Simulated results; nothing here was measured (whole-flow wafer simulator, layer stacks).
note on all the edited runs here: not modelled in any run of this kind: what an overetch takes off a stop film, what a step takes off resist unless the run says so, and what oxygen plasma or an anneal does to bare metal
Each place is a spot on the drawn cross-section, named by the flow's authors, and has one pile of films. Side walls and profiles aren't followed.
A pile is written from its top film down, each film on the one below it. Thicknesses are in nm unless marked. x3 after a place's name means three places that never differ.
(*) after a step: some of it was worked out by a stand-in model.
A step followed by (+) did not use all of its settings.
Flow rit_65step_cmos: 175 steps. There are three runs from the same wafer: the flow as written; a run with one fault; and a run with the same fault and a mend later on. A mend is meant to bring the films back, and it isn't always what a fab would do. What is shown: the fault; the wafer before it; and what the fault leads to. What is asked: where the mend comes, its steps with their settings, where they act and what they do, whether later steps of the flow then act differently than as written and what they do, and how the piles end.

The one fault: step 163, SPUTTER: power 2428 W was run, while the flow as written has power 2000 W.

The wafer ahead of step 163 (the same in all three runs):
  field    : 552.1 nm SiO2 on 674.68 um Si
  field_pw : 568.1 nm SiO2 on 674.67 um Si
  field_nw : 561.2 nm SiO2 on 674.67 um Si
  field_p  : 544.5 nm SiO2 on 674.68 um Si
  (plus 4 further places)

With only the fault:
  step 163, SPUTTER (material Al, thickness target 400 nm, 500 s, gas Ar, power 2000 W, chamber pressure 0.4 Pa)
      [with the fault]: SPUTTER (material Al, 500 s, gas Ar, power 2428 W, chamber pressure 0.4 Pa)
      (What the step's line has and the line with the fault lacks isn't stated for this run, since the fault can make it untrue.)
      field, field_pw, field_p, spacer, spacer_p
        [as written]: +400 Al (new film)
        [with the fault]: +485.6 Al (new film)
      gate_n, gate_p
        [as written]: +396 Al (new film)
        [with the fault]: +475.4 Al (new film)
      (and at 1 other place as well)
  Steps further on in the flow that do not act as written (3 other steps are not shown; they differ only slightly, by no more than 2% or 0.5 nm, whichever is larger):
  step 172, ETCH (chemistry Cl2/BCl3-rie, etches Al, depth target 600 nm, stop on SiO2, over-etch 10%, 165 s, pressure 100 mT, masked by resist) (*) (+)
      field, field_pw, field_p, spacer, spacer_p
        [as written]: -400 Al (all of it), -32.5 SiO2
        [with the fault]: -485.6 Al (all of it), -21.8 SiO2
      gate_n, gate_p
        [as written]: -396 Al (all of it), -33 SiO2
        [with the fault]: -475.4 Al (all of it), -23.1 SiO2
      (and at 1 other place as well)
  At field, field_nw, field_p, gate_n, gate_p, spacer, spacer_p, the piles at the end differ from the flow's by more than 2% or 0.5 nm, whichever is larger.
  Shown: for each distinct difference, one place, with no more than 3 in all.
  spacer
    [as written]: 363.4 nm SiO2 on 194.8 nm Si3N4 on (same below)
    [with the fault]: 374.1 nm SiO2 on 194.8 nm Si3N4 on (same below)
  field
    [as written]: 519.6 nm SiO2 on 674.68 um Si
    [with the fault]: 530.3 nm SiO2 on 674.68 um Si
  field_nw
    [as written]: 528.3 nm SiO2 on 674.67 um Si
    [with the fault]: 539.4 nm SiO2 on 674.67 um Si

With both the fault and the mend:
  The mend stands after step 164.
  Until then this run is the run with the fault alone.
  step 164a, ETCH (chemistry al pan, depth target 557.5 nm)
      field, field_pw, field_nw, field_p, spacer, spacer_p
        -485.6 Al (all of it)
      gate_n, gate_p
        -475.4 Al (all of it)
  step 164b, SPUTTER (material Al, thickness target 400 nm, 500 s, gas Ar, power 2000 W, chamber pressure 0.4 Pa) (the flow's step 163, run once more)
      field, field_pw, field_p, spacer, spacer_p
        +400 Al (new film)
      gate_n, gate_p
        +396 Al (new film)
      field_nw
        +397.2 Al (new film)
  None of the later steps of the flow acts differently than as written at any place that is followed.
  The piles end the same as the flow's at every place that both follow.
